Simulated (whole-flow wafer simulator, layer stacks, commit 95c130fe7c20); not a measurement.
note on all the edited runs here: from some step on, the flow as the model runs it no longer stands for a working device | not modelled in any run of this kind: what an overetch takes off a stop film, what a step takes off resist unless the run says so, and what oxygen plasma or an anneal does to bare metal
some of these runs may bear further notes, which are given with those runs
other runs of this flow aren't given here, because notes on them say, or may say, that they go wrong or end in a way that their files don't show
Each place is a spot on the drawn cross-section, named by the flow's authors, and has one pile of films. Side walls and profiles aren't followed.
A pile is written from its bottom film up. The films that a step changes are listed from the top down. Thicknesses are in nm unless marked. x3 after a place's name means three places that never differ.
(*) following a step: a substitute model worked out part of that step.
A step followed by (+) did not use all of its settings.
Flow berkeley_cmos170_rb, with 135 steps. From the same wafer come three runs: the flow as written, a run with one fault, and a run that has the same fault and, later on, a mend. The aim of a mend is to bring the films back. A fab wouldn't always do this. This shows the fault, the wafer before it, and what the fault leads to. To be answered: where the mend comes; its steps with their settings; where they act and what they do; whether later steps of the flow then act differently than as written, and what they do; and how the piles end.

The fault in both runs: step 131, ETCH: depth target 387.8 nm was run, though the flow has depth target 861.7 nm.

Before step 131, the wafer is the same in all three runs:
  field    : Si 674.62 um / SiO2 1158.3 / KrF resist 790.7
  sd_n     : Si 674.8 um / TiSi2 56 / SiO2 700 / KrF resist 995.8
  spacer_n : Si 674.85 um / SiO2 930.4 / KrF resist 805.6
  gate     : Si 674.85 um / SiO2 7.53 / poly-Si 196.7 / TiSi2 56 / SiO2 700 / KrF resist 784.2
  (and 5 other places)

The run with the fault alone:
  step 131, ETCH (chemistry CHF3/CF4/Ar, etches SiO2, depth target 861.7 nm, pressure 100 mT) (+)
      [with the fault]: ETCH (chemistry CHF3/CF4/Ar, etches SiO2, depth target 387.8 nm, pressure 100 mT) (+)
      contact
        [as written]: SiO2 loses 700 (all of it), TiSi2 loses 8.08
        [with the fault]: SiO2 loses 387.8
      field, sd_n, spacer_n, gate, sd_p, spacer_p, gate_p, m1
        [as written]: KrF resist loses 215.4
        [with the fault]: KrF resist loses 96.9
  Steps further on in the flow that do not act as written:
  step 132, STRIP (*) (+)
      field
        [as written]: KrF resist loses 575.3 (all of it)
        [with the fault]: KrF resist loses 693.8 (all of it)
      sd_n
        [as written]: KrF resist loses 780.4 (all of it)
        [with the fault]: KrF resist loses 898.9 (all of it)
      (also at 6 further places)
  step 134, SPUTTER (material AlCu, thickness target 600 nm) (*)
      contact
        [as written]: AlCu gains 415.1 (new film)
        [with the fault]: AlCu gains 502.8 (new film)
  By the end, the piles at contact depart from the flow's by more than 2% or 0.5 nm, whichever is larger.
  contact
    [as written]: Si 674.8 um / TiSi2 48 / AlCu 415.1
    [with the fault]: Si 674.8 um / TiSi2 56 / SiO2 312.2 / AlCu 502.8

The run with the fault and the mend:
  The mend stands after step 131.
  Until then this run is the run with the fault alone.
  step 131a, ETCH (chemistry CHF3/CF4/Ar, etches SiO2, depth target 473.9 nm, pressure 100 mT) (*) (+) (a further turn of the flow's step 131, with different settings)
      field, sd_n, spacer_n, gate, sd_p, spacer_p, gate_p, m1
        KrF resist loses 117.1
      contact
        SiO2 loses 312.2 (all of it), TiSi2 loses 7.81
  None of the later steps of the flow differs from how it acts as written, at any place that is followed, by more than 2% or 0.5 nm, whichever is larger.
  At the end the piles are close to the flow's at the places that both follow, differing by at most 2% or 0.5 nm, whichever is larger.
